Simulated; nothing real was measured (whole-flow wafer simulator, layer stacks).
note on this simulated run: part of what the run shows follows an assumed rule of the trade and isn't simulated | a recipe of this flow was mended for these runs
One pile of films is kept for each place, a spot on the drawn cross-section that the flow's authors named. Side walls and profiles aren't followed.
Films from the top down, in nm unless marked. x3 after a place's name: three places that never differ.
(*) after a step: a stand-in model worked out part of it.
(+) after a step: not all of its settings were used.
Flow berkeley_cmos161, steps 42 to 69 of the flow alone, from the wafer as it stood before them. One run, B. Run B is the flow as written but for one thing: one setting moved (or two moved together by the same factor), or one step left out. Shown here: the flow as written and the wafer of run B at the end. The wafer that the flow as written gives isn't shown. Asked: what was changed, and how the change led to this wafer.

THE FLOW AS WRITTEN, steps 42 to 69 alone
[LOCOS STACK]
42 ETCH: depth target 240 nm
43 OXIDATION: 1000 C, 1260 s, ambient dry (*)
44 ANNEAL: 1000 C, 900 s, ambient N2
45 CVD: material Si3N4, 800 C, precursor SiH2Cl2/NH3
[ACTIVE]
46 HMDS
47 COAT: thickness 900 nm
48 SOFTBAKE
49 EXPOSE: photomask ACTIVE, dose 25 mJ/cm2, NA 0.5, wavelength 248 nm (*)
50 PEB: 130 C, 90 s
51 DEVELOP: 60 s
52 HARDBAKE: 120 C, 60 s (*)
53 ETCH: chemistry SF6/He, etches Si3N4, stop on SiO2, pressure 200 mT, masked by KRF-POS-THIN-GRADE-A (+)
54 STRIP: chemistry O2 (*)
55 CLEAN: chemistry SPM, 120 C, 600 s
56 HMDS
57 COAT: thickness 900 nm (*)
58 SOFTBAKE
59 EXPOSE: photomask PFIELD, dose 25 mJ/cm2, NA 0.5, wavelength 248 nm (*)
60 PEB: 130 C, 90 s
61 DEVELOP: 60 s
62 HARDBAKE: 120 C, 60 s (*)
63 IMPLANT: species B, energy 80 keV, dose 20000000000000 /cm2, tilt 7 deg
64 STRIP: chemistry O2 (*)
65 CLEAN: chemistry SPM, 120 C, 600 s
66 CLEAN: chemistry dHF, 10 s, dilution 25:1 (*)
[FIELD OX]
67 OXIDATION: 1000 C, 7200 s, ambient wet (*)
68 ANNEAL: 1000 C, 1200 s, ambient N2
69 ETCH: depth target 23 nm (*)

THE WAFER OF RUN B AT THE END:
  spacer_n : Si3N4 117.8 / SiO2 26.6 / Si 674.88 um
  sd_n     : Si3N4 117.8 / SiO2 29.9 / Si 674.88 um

The cause: step 45, CVD: 765 C was run, where the flow has 800 C.

How the change led to this, step by step:
  45 CVD: material Si3N4, 800 C, precursor SiH2Cl2/NH3
      field, sd_n, spacer_n and 6 more: Si3N4 +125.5 (new film) (as written it would be: Si3N4 +194.4 (new film))
  53 ETCH: chemistry SF6/He, etches Si3N4, stop on SiO2, pressure 200 mT, masked by KRF-POS-THIN-GRADE-A (+)
      sd_n, spacer_n, gate_n, sd_p, spacer_p, gate_p, contact, m1: KrF-resist -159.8 (as written it would be: KrF-resist -234.7)
      field: Si3N4 -125.5 (all of it), SiO2 -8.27 (as written it would be: Si3N4 -194.4 (all of it), SiO2 -8.27)
  54 STRIP: chemistry O2 (*)
      sd_n, spacer_n, gate_n, sd_p, spacer_p, gate_p, contact, m1: KrF-resist -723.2 (all of it) (as written it would be: KrF-resist -648.2 (all of it))
  57 COAT: thickness 900 nm (*)
      sd_n: KrF-resist +831.2 (new film) (as written it would be: KrF-resist +796.1 (new film))
      spacer_n: KrF-resist +850.5 (new film) (as written it would be: KrF-resist +826.1 (new film))
      (and at 6 more places)
  64 STRIP: chemistry O2 (*)
      sd_n: KrF-resist -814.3 (all of it) (as written it would be: KrF-resist -779.3 (all of it))
      spacer_n: KrF-resist -833.6 (all of it) (as written it would be: KrF-resist -809.2 (all of it))
      (and at 6 more places)
  67 OXIDATION: 1000 C, 7200 s, ambient wet (*)
      sd_n, sd_p: SiO2 +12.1 (new film), Si3N4 -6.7, SiO2 +3.31, Si -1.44 (as written it would be: SiO2 +12.1 (new film), Si3N4 -6.7, SiO2 +0.25, Si -0.15)
